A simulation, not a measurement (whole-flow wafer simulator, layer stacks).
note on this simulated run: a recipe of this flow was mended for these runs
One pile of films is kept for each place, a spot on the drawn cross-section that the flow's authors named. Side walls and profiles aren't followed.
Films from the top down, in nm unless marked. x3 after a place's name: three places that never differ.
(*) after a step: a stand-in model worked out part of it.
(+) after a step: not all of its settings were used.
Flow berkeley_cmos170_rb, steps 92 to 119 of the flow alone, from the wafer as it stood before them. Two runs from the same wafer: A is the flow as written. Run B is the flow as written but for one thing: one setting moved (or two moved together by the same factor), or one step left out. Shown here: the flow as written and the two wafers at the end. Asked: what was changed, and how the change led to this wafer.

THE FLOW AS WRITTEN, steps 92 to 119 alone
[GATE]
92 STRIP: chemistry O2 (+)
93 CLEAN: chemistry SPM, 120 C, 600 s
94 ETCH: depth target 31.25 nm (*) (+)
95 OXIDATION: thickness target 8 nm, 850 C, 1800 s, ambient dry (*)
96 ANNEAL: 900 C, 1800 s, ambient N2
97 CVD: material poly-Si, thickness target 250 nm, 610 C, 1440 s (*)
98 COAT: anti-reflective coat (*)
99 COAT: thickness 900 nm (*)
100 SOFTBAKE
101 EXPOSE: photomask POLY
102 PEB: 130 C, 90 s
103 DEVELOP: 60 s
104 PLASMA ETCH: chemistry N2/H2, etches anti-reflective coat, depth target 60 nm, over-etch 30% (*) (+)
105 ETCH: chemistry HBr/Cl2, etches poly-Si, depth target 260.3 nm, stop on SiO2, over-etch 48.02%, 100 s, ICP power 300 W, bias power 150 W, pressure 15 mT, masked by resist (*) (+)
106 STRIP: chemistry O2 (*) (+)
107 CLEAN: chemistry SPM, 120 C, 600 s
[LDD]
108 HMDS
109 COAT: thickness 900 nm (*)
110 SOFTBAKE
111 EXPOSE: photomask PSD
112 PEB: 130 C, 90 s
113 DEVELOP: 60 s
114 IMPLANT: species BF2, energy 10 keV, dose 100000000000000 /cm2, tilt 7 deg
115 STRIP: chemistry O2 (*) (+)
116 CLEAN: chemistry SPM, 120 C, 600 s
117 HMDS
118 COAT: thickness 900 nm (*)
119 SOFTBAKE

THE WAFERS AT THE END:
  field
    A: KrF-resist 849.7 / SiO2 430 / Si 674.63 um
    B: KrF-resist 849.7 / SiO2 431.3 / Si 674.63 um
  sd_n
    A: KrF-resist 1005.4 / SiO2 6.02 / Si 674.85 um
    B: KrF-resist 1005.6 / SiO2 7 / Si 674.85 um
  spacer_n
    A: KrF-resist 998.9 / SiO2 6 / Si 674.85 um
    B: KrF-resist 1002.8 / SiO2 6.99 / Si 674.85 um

The cause: step 97, CVD: thickness target 280 nm was run, where the flow has thickness target 250 nm; step 97, CVD: 1613 s was run, where the flow has 1440 s.

How the change led to this, step by step:
  97 CVD: material poly-Si, thickness target 250 nm, 610 C, 1440 s (*)
      field, sd_n, spacer_n and 6 more: A poly-Si +250 (new film) | B poly-Si +280 (new film)
  105 ETCH: chemistry HBr/Cl2, etches poly-Si, depth target 260.3 nm, stop on SiO2, over-etch 48.02%, 100 s, ICP power 300 W, bias power 150 W, pressure 15 mT, masked by resist (*) (+)
      spacer_n, spacer_p: A poly-Si -248.5 (all of it), SiO2 -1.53 | B poly-Si -278.5 (all of it), SiO2 -0.53
      field: A poly-Si -245 (all of it), SiO2 -1.8 | B poly-Si -275 (all of it), SiO2 -0.55
      (and at 4 more places)
  109 COAT: thickness 900 nm (*)
      gate: A KrF-resist +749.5 (new film) | B KrF-resist +723.8 (new film)
      gate_p: A KrF-resist +745.7 (new film) | B KrF-resist +720 (new film)
  113 DEVELOP: 60 s
      gate_p: A KrF-resist -744.1 (all of it) | B KrF-resist -718.5 (all of it)
  115 STRIP: chemistry O2 (*) (+)
      gate: A KrF-resist -733 (all of it), chemical SiO2 +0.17 | B KrF-resist -707.4 (all of it), chemical SiO2 +0.17
  118 COAT: thickness 900 nm (*)
      gate: A KrF-resist +748.7 (new film) | B KrF-resist +723.8 (new film)
      gate_p: A KrF-resist +744.7 (new film) | B KrF-resist +719.9 (new film)
